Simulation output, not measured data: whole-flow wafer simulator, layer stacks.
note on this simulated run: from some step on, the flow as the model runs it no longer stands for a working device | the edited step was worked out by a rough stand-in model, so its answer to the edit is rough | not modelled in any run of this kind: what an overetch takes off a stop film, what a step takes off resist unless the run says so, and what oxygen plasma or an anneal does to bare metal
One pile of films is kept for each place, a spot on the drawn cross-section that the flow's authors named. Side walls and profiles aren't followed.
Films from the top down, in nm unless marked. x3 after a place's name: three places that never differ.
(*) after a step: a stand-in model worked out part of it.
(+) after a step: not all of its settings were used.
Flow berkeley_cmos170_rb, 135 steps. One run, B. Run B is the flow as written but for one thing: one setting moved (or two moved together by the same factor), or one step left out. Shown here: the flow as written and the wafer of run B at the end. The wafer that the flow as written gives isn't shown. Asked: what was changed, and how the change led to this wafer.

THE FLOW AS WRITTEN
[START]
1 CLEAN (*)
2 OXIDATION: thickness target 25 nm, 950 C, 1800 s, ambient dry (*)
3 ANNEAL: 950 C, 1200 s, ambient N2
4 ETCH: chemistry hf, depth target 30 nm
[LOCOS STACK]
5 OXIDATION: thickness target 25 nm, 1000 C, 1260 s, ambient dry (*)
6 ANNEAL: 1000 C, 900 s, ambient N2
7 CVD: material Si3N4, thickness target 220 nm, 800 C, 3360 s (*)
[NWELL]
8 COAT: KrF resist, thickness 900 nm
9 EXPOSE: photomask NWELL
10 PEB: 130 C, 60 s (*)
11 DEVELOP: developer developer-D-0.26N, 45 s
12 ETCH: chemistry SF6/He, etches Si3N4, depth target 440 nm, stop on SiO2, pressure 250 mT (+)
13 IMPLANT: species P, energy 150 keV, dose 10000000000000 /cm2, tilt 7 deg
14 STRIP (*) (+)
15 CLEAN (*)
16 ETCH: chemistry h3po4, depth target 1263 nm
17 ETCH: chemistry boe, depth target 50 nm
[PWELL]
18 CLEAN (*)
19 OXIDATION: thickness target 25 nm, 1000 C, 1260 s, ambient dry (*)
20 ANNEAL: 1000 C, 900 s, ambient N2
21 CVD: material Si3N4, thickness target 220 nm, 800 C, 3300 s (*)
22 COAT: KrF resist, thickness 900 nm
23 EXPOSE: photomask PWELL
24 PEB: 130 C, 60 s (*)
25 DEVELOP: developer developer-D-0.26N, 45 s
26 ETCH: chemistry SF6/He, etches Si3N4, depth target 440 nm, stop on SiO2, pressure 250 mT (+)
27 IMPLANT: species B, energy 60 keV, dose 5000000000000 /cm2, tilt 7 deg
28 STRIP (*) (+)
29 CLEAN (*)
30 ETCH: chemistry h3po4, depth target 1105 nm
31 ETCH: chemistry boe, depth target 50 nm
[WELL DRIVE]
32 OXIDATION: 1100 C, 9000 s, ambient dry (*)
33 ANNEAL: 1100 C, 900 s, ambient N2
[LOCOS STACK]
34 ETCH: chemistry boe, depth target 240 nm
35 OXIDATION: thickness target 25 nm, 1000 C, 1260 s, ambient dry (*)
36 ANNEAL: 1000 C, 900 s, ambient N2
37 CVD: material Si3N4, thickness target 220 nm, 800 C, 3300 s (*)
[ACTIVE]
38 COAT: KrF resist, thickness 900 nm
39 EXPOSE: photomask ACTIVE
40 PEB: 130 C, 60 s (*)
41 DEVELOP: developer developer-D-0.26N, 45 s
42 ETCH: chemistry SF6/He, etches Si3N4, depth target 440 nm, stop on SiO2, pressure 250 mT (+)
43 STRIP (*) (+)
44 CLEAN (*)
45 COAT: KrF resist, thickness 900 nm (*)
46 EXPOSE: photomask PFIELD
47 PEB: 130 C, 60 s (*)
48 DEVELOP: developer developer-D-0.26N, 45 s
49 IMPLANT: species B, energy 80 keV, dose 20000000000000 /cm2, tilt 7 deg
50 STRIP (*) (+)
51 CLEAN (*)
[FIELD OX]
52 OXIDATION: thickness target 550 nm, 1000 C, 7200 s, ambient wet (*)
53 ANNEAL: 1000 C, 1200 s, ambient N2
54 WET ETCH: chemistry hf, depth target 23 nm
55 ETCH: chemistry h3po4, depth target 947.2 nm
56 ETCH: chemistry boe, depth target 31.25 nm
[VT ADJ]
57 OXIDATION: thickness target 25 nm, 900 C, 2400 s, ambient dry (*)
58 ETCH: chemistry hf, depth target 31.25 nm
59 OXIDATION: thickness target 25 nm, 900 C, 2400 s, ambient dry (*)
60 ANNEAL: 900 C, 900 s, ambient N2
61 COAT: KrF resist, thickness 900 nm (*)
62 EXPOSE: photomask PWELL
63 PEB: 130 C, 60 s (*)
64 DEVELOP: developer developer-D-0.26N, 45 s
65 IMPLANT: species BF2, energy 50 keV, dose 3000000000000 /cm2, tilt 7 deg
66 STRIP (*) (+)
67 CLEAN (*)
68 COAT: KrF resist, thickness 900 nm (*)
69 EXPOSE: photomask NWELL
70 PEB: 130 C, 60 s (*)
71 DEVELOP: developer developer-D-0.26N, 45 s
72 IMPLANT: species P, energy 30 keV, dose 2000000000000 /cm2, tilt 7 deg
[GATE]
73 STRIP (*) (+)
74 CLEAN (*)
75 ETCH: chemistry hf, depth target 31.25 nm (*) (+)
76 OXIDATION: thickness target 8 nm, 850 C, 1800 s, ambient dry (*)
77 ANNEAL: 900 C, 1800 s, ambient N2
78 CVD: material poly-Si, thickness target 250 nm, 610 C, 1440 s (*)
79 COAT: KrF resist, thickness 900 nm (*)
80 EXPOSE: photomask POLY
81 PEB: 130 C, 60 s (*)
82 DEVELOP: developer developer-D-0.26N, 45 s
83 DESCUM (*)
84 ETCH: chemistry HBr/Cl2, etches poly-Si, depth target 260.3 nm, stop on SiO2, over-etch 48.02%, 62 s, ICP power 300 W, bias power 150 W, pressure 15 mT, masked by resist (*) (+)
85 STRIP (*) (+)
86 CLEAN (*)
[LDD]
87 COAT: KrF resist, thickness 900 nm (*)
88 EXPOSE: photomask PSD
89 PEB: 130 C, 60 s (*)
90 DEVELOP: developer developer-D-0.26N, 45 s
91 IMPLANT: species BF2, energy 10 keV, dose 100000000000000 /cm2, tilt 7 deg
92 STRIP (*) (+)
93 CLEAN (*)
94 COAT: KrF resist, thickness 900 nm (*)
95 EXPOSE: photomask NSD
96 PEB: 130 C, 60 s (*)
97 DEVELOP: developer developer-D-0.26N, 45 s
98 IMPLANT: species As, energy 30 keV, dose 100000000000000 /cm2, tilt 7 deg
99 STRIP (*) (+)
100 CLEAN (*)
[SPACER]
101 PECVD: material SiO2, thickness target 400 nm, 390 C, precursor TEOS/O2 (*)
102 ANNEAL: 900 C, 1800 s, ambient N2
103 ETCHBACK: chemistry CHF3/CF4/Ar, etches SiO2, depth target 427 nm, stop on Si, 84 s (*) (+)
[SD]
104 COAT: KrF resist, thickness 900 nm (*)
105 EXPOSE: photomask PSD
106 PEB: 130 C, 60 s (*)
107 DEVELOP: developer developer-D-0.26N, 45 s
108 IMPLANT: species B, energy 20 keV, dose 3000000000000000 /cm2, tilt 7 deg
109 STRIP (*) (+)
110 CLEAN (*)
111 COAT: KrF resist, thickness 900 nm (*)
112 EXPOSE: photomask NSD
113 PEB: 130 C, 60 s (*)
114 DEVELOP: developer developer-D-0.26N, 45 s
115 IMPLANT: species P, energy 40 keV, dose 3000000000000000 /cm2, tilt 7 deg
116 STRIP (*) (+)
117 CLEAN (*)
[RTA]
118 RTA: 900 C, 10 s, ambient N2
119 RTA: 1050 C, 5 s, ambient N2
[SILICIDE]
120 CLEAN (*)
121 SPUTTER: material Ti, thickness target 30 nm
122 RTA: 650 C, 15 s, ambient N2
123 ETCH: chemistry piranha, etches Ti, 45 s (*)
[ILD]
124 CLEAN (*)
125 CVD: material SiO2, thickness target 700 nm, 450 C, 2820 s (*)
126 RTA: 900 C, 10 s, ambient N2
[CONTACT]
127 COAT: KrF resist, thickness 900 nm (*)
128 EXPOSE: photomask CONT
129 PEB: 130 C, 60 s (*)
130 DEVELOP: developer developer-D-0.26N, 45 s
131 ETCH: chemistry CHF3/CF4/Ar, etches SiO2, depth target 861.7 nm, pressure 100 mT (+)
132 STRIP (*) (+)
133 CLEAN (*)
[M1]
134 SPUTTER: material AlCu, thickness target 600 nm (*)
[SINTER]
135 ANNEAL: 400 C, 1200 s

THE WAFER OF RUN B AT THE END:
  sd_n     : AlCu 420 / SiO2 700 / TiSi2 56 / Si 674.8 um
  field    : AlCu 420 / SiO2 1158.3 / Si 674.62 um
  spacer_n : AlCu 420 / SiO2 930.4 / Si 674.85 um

The cause: step 134, SPUTTER: thickness target 420 nm was run, where the flow has thickness target 600 nm.
It can be read off the wafer: sd_n has AlCu 420, and step 134 as written asks for 600 nm.

How the change led to this, step by step:
  134 SPUTTER: material AlCu, thickness target 600 nm (*)
      field, sd_n, spacer_n, gate, spacer_p, gate_p, m1: AlCu +420 (new film) (as written it would be: AlCu +600 (new film))
      sd_p: AlCu +376.6 (new film) (as written it would be: AlCu +545.9 (new film))
      (and at 1 more place)
